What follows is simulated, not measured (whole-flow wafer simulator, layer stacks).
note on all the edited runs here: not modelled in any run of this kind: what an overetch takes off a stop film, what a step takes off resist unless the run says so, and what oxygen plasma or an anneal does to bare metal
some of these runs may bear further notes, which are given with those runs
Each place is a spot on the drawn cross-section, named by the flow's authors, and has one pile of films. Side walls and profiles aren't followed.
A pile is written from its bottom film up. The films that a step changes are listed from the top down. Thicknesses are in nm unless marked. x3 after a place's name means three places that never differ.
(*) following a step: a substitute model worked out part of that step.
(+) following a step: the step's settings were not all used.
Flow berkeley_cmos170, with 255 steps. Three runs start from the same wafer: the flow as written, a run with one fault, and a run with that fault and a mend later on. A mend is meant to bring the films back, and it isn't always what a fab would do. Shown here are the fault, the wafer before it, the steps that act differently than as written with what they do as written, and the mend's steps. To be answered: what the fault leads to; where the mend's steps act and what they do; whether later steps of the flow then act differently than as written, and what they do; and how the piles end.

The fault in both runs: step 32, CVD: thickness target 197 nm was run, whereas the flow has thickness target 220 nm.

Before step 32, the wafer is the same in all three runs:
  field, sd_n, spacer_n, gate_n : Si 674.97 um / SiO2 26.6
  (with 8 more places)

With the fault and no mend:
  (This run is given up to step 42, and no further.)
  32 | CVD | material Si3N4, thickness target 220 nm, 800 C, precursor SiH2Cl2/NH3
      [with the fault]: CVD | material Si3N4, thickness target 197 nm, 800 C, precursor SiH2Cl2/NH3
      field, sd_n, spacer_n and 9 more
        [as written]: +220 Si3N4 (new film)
        [with the fault]: +197 Si3N4 (new film)
  Steps later in the flow that act otherwise than as written:
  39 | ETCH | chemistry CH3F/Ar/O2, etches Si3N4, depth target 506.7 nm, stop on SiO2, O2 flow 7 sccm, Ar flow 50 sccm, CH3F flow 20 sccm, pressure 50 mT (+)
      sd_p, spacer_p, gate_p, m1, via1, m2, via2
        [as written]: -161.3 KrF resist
        [with the fault]: -146 KrF resist
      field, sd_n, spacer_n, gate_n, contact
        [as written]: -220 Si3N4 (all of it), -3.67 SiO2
        [with the fault]: -197 Si3N4 (all of it), -3.67 SiO2
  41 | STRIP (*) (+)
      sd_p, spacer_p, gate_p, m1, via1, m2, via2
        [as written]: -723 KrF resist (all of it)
        [with the fault]: -738.4 KrF resist (all of it)
  Once step 42 is done, the piles at sd_p, spacer_p, gate_p, m1, via1, m2, via2 depart from the flow's by more than 2% or 0.5 nm, whichever is larger.
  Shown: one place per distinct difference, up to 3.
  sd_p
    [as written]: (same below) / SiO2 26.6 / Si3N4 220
    [with the fault]: (same below) / SiO2 26.6 / Si3N4 197

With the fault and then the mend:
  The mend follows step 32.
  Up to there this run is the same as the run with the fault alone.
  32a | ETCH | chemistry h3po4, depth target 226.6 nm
      field, sd_n, spacer_n and 9 more
        -197 Si3N4 (all of it)
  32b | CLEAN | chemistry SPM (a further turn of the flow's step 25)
      alters no film at any place that is followed
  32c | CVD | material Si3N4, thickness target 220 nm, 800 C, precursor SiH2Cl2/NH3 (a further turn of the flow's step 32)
      field, sd_n, spacer_n and 9 more
        +220 Si3N4 (new film)
  Every later step of the flow that is run acts as written at every place that is followed.
  The piles end the same as the flow's at every place that both follow.
